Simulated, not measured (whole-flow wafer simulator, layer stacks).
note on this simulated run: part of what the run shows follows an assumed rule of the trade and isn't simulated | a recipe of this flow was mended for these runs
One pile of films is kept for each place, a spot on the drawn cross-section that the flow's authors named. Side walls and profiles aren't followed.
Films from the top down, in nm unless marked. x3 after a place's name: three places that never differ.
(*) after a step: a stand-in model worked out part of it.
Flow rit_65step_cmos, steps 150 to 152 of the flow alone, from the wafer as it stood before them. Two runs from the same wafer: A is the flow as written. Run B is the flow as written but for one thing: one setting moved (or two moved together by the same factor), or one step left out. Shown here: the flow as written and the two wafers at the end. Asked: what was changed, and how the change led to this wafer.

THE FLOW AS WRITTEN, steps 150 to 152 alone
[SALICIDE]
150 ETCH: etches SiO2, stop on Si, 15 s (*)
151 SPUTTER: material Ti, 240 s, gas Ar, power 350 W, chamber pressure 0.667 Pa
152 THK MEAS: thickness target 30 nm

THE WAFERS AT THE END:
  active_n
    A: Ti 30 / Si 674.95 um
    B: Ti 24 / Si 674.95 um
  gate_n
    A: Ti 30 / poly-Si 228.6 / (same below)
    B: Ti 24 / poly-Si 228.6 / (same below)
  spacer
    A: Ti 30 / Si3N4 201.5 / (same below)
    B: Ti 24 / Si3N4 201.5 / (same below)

The cause: step 151, SPUTTER: 192 s was run, where the flow has 240 s.

How the change led to this, step by step:
  151 SPUTTER: material Ti, 240 s, gas Ar, power 350 W, chamber pressure 0.667 Pa
      field, field_pw, field_nw and 11 more: A Ti +30 (new film) | B Ti +24 (new film)
